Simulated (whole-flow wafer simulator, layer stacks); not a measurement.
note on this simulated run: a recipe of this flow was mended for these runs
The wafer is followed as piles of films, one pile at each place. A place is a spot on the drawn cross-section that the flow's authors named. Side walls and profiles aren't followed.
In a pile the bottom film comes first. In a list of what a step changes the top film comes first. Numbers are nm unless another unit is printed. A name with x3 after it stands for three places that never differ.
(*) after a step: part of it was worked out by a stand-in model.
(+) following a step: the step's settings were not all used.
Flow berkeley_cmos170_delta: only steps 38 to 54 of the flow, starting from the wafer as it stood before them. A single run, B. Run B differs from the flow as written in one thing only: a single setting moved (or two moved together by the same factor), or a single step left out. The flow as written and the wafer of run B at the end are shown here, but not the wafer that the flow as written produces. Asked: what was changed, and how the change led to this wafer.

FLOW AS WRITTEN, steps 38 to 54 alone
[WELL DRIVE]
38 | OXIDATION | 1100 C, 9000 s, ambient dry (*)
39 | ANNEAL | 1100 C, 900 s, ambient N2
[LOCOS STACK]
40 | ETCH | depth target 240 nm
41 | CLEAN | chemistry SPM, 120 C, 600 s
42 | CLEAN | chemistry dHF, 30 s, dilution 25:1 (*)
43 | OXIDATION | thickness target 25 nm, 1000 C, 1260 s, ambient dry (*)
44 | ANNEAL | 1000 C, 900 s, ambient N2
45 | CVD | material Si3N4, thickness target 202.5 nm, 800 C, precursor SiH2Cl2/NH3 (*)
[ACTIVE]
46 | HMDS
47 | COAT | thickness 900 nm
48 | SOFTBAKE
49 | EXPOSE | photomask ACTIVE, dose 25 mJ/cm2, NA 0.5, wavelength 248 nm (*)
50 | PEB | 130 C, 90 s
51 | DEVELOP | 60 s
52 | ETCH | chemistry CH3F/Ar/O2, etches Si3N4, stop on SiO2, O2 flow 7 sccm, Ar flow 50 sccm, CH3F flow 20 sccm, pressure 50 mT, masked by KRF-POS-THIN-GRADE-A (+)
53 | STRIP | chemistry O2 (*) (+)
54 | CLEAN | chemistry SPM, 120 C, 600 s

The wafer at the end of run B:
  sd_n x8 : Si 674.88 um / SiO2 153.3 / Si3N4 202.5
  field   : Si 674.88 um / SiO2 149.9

The reason: step 40, ETCH: depth target 48 nm was run, whereas the flow has depth target 240 nm.

How this came from the change, step by step:
  40 | ETCH | depth target 240 nm
      field, sd_n x8: SiO2 loses 48 (it would be, as written: SiO2 loses 197.6 (all of it))
  41 | CLEAN | chemistry SPM, 120 C, 600 s
      field, sd_n x8: nothing (it would be, as written: chemical SiO2 gains 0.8 (new film), Si loses 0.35)
  42 | CLEAN | chemistry dHF, 30 s, dilution 25:1 (*)
      field, sd_n x8: SiO2 loses 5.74 (it would be, as written: chemical SiO2 loses 0.8 (all of it))
  43 | OXIDATION | thickness target 25 nm, 1000 C, 1260 s, ambient dry (*)
      field, sd_n x8: SiO2 gains 9.4, Si loses 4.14 (it would be, as written: SiO2 gains 26.6 (new film), Si loses 11.7)
